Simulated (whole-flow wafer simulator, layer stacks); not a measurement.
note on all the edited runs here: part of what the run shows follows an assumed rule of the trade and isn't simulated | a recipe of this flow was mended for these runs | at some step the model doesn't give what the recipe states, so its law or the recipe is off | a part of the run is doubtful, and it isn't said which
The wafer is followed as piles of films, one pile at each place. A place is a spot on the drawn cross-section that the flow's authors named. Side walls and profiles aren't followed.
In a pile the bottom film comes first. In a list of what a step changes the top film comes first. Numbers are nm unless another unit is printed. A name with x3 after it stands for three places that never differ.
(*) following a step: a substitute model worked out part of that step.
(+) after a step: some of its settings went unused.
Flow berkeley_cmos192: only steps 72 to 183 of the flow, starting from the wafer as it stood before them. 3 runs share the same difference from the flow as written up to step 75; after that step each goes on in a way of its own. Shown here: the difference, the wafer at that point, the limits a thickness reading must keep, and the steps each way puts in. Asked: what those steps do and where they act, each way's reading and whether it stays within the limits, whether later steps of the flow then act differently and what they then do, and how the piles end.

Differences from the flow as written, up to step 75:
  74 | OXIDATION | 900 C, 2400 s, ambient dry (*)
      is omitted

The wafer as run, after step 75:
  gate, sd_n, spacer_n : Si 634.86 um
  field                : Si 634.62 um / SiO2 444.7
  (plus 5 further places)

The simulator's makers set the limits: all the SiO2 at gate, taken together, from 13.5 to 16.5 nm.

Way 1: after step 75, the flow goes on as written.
  Reading after step 75: 0 nm, not within the limits.
  Steps later in the flow that act otherwise than as written (47 other steps are not shown; they differ only slightly, by no more than 2% or 0.5 nm, whichever is larger):
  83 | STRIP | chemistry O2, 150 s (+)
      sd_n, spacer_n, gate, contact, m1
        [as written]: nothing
        [this way]: chemical SiO2 gains 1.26 (new film), Si loses 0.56
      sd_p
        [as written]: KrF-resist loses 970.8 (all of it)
        [this way]: chemical SiO2 gains 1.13 (new film), KrF-resist loses 973.9 (all of it), Si loses 0.5
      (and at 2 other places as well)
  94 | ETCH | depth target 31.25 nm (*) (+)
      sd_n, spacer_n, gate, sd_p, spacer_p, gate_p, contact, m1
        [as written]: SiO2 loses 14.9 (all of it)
        [this way]: chemical SiO2 loses 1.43 (all of it)
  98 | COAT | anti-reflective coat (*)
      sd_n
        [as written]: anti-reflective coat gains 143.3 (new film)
        [this way]: anti-reflective coat gains 138.3 (new film)
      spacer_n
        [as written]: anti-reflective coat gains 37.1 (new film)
        [this way]: anti-reflective coat gains 38.9 (new film)
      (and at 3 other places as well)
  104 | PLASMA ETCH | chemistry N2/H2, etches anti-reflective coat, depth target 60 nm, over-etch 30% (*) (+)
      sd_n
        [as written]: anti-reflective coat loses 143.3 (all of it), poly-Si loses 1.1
        [this way]: anti-reflective coat loses 138.3 (all of it), poly-Si loses 1.06
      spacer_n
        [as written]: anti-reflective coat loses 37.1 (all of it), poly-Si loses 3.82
        [this way]: anti-reflective coat loses 38.9 (all of it), poly-Si loses 3.61
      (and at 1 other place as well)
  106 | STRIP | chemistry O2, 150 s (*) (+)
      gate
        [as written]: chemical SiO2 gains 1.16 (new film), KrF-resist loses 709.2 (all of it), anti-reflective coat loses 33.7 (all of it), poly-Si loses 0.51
        [this way]: chemical SiO2 gains 1.16 (new film), KrF-resist loses 703.2 (all of it), anti-reflective coat loses 35.6 (all of it), poly-Si loses 0.51
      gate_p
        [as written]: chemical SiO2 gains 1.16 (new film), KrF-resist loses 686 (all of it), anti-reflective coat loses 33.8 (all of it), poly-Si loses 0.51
        [this way]: chemical SiO2 gains 1.16 (new film), KrF-resist loses 682 (all of it), anti-reflective coat loses 35.3 (all of it), poly-Si loses 0.51
  The piles end only slightly different from the flow's at the places that both follow, by no more than 2% or 0.5 nm, whichever is larger.

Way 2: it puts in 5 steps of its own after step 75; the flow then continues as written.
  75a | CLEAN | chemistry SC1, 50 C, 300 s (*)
      sd_n, spacer_n, gate, sd_p, spacer_p, gate_p, contact, m1
        chemical SiO2 gains 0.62 (new film), Si loses 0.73
      field
        SiO2 loses 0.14
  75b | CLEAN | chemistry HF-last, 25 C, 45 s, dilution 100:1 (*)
      sd_n, spacer_n, gate, sd_p, spacer_p, gate_p, contact, m1
        chemical SiO2 loses 0.62 (all of it)
      field
        SiO2 loses 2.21
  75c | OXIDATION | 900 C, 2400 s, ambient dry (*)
      sd_n, spacer_n, gate, sd_p, spacer_p, gate_p, contact, m1
        SiO2 gains 14.9 (new film), Si loses 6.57
      field
        SiO2 gains 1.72, Si loses 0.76
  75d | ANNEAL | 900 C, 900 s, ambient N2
      alters no film at any place that is followed
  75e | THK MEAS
      alters no film at any place that is followed
  Reading after step 75e: 14.9 nm, inside the limits.
  Every later step of the flow that is run acts as written, at every place that is followed, to within 2% or 0.5 nm, whichever is larger.
  The piles end only slightly different from the flow's at the places that both follow, by no more than 2% or 0.5 nm, whichever is larger.

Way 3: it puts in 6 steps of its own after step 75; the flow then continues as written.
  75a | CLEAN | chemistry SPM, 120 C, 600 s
      sd_n, spacer_n, gate, sd_p, spacer_p, gate_p, contact, m1
        chemical SiO2 gains 0.8 (new film), Si loses 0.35
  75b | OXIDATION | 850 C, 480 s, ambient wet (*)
      sd_n, spacer_n, gate, sd_p, spacer_p, gate_p, contact, m1
        SiO2 gains 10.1 (new film), chemical SiO2 loses 0.8 (all of it), Si loses 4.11
      field
        SiO2 gains 5.64, Si loses 2.48
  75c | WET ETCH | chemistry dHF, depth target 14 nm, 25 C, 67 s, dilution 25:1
      sd_n, spacer_n, gate, sd_p, spacer_p, gate_p, contact, m1
        SiO2 loses 10.1 (all of it)
      field
        SiO2 loses 14
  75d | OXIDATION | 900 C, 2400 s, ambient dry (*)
      sd_n, spacer_n, gate, sd_p, spacer_p, gate_p, contact, m1
        SiO2 gains 14.9 (new film), Si loses 6.57
      field
        SiO2 gains 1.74, Si loses 0.77
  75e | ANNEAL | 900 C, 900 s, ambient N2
      alters no film at any place that is followed
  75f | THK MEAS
      alters no film at any place that is followed
  Reading after step 75f: 14.9 nm, inside the limits.
  Steps later in the flow that act otherwise than as written (48 other steps are not shown; they differ only slightly, by no more than 2% or 0.5 nm, whichever is larger):
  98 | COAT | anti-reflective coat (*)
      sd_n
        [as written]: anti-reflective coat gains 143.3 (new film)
        [this way]: anti-reflective coat gains 138.6 (new film)
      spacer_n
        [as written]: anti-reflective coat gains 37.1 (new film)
        [this way]: anti-reflective coat gains 38.7 (new film)
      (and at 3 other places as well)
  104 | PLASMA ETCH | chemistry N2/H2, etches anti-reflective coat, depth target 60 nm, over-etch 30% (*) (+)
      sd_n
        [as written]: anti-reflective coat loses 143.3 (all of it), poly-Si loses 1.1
        [this way]: anti-reflective coat loses 138.6 (all of it), poly-Si loses 1.07
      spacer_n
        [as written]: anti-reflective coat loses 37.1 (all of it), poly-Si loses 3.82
        [this way]: anti-reflective coat loses 38.7 (all of it), poly-Si loses 3.63
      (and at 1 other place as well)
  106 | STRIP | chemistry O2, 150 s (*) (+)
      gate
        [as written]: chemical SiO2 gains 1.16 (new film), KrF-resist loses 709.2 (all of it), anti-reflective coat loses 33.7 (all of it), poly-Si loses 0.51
        [this way]: chemical SiO2 gains 1.16 (new film), KrF-resist loses 703.7 (all of it), anti-reflective coat loses 35.5 (all of it), poly-Si loses 0.51
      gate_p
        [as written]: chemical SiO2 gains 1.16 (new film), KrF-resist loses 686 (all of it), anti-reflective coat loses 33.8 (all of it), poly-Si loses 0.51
        [this way]: chemical SiO2 gains 1.16 (new film), KrF-resist loses 682.3 (all of it), anti-reflective coat loses 35.2 (all of it), poly-Si loses 0.51
  By the end, the piles at field depart from the flow's by more than 2% or 0.5 nm, whichever is larger.
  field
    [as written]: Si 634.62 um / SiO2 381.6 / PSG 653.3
    [this way]: Si 634.62 um / SiO2 373.3 / PSG 653.3

Inside the limits: way 2, way 3. Outside the limits: way 1.
